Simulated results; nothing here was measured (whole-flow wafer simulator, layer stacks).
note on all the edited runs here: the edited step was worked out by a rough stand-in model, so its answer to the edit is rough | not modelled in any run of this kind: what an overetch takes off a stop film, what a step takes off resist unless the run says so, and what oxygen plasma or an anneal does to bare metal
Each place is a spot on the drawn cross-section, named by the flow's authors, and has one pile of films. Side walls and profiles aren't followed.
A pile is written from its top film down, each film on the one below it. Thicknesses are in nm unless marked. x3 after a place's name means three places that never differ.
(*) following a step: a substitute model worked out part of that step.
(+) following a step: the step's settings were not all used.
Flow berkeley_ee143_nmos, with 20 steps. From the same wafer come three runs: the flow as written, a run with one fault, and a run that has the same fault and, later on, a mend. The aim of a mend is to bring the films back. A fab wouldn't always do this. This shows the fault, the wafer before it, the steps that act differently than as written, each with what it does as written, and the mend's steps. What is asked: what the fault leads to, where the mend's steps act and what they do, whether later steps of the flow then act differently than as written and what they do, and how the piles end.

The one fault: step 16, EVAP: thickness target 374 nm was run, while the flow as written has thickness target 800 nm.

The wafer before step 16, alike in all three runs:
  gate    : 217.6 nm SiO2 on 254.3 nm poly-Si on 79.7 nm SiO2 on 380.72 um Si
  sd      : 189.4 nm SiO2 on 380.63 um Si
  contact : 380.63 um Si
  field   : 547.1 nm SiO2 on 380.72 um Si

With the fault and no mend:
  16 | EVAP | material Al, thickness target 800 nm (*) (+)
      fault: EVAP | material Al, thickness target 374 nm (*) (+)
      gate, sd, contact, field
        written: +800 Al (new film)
        fault: +374 Al (new film)
  Steps later in the flow that act otherwise than as written:
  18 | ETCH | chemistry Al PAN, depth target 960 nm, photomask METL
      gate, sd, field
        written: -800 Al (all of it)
        fault: -374 Al (all of it)
  By the end, the piles at contact depart from the flow's by more than 2% or 0.5 nm, whichever is larger.
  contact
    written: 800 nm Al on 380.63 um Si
    fault: 374 nm Al on 380.63 um Si

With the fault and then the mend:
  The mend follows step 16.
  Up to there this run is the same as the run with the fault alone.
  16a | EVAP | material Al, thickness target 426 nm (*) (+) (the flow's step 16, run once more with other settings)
      gate, sd, contact, field
        +426 Al
  None of the later steps of the flow acts differently than as written at any place that is followed.
  The piles end the same as the flow's at every place that both follow.
